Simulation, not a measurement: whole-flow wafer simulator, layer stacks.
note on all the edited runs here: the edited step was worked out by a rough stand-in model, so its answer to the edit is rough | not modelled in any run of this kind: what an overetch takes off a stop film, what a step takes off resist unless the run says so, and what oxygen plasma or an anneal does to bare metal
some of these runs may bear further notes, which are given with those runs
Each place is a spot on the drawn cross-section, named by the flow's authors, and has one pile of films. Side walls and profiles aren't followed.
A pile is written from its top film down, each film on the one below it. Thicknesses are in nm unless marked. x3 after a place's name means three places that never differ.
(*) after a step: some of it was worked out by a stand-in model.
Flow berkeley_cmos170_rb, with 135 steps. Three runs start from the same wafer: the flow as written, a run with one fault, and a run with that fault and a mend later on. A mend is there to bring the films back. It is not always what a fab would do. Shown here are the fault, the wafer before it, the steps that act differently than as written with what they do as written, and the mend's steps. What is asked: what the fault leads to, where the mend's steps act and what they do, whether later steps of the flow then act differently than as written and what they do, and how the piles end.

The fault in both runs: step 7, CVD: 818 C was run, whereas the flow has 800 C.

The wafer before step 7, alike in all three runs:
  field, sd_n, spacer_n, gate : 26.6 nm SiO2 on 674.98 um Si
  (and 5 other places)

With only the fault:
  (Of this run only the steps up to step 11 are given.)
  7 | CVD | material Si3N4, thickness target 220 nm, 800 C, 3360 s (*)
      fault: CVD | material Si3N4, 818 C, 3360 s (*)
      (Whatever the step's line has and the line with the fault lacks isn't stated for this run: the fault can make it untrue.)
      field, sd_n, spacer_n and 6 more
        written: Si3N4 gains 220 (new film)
        fault: Si3N4 gains 275.1 (new film)
  None of the later steps of the flow up to step 11 acts differently than as written at any place that is followed.
  Once step 11 is done, the piles at field, sd_n, spacer_n and 6 more depart from the flow's by more than 2% or 0.5 nm, whichever is larger.
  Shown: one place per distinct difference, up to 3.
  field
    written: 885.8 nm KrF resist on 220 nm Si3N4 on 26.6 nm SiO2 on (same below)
    fault: 885.8 nm KrF resist on 275.1 nm Si3N4 on 26.6 nm SiO2 on (same below)
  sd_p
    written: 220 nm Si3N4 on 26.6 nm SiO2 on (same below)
    fault: 275.1 nm Si3N4 on 26.6 nm SiO2 on (same below)

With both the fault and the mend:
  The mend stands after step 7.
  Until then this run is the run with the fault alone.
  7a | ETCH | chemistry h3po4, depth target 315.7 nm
      field, sd_n, spacer_n and 6 more
        Si3N4 loses 275.1 (all of it)
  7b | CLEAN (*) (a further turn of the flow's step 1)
      does not change any film at any place that is followed
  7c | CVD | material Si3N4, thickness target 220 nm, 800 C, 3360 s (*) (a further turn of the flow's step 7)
      field, sd_n, spacer_n and 6 more
        Si3N4 gains 220 (new film)
  None of the later steps of the flow acts differently than as written at any place that is followed.
  The piles end the same as the flow's at every place that both follow.
